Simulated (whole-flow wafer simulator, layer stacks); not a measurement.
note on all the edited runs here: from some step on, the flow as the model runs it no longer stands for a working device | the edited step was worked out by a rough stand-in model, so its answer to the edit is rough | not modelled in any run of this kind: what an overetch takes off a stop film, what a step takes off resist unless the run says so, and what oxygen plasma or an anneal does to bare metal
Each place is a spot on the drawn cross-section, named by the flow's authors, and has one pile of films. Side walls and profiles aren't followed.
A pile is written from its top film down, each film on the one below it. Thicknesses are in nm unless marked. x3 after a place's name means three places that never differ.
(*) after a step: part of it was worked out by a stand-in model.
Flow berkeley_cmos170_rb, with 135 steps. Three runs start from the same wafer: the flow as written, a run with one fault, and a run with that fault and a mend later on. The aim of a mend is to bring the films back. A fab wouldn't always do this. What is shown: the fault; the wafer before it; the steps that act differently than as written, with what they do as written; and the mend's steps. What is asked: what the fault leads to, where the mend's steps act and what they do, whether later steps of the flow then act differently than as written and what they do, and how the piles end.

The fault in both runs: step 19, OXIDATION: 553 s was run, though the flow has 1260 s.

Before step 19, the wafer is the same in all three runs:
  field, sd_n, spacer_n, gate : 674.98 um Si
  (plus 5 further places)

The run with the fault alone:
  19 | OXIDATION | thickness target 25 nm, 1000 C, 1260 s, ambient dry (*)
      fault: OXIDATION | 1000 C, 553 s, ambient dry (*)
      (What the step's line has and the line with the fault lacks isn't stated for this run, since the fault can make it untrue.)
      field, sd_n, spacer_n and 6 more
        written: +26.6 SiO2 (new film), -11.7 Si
        fault: +17.1 SiO2 (new film), -7.53 Si
  Steps later in the flow that act otherwise than as written:
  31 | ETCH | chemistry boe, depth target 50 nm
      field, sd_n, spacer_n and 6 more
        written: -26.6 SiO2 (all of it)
        fault: -17.1 SiO2 (all of it)
  At the end the piles are close to the flow's at the places that both follow, differing by at most 2% or 0.5 nm, whichever is larger.

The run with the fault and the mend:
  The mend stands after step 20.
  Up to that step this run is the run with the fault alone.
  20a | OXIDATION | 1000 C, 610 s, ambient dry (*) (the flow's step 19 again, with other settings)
      field, sd_n, spacer_n and 6 more
        +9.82 SiO2, -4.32 Si
  Later steps of the flow that are run all act as written at every place that is followed, up to a difference of at most 2% or 0.5 nm, whichever is larger.
  At the end the piles are close to the flow's at the places that both follow, differing by at most 2% or 0.5 nm, whichever is larger.
